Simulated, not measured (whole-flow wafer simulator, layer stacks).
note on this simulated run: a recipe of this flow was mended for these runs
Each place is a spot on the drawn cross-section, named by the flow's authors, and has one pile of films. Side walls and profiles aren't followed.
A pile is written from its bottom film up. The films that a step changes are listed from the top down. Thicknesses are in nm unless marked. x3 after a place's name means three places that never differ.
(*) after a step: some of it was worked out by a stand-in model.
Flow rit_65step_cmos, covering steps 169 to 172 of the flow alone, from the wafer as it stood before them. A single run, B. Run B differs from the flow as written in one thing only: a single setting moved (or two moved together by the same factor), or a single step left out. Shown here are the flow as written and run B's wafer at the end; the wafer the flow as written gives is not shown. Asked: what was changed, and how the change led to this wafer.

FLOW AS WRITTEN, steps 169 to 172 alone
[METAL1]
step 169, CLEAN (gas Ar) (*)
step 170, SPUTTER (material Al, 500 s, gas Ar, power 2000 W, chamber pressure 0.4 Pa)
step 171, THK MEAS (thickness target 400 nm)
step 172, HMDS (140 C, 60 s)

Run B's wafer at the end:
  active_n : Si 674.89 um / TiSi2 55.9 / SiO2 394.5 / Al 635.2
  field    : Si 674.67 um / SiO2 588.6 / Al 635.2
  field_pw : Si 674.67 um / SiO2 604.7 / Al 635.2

Cause: step 170, SPUTTER: 794 s was run, though the flow has 500 s.

How this came from the change, step by step:
  step 170, SPUTTER (material Al, 500 s, gas Ar, power 2000 W, chamber pressure 0.4 Pa)
      field, field_pw, field_nw and 10 more: Al gains 635.2 (new film) (in the flow as written it would be: Al gains 400 (new film))
      contact: Al gains 382.4 (new film) (in the flow as written it would be: Al gains 255.4 (new film))
